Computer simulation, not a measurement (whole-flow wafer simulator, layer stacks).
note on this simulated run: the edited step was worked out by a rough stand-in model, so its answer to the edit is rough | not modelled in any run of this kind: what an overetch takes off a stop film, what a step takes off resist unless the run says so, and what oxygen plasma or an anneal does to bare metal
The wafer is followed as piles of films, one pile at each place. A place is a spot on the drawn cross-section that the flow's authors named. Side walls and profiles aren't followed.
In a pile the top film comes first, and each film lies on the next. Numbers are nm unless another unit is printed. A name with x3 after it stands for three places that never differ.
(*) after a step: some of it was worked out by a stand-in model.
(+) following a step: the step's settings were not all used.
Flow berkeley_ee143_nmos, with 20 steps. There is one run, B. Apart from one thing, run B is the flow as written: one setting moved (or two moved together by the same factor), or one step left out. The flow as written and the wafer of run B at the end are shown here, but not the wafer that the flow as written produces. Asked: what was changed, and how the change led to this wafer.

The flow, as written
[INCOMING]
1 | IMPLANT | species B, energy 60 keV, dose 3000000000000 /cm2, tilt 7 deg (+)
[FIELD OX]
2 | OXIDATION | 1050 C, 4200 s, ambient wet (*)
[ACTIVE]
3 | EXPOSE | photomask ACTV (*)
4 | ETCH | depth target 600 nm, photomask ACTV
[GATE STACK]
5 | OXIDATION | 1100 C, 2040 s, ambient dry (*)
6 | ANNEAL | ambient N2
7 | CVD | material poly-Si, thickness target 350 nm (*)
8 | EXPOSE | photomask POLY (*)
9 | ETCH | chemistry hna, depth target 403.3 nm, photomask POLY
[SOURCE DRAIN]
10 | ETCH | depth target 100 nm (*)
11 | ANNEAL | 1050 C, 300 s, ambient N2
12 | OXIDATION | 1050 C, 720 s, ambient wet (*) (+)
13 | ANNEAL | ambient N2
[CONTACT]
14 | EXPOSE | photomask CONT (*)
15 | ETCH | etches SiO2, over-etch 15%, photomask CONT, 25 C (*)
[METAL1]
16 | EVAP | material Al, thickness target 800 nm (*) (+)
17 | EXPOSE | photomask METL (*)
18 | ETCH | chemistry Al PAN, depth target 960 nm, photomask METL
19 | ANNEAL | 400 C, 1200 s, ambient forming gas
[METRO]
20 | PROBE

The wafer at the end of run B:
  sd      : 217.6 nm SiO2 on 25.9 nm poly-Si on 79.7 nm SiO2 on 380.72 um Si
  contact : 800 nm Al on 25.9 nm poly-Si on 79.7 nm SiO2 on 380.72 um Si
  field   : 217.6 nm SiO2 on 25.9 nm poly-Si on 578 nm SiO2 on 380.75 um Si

Cause: step 7, CVD: thickness target 525 nm was run, though the flow has thickness target 350 nm.

Step by step, how the change led to this:
  7 | CVD | material poly-Si, thickness target 350 nm (*)
      gate, sd, contact, field: +525 poly-Si (new film) (in the flow as written it would be: +350 poly-Si (new film))
  9 | ETCH | chemistry hna, depth target 403.3 nm, photomask POLY
      sd, contact, field: -403.3 poly-Si (in the flow as written it would be: -350 poly-Si (all of it))
  10 | ETCH | depth target 100 nm (*)
      sd, contact: nothing (in the flow as written it would be: -79.7 SiO2 (all of it))
      field: nothing (in the flow as written it would be: -100 SiO2)
  12 | OXIDATION | 1050 C, 720 s, ambient wet (*) (+)
      sd, contact: +217.6 SiO2 (new film), -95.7 poly-Si (in the flow as written it would be: +189.4 SiO2 (new film), -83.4 Si)
      field: +217.6 SiO2 (new film), -95.7 poly-Si (in the flow as written it would be: +69.1 SiO2, -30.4 Si)
  15 | ETCH | etches SiO2, over-etch 15%, photomask CONT, 25 C (*)
      contact: -217.6 SiO2 (all of it) (in the flow as written it would be: -189.4 SiO2 (all of it))
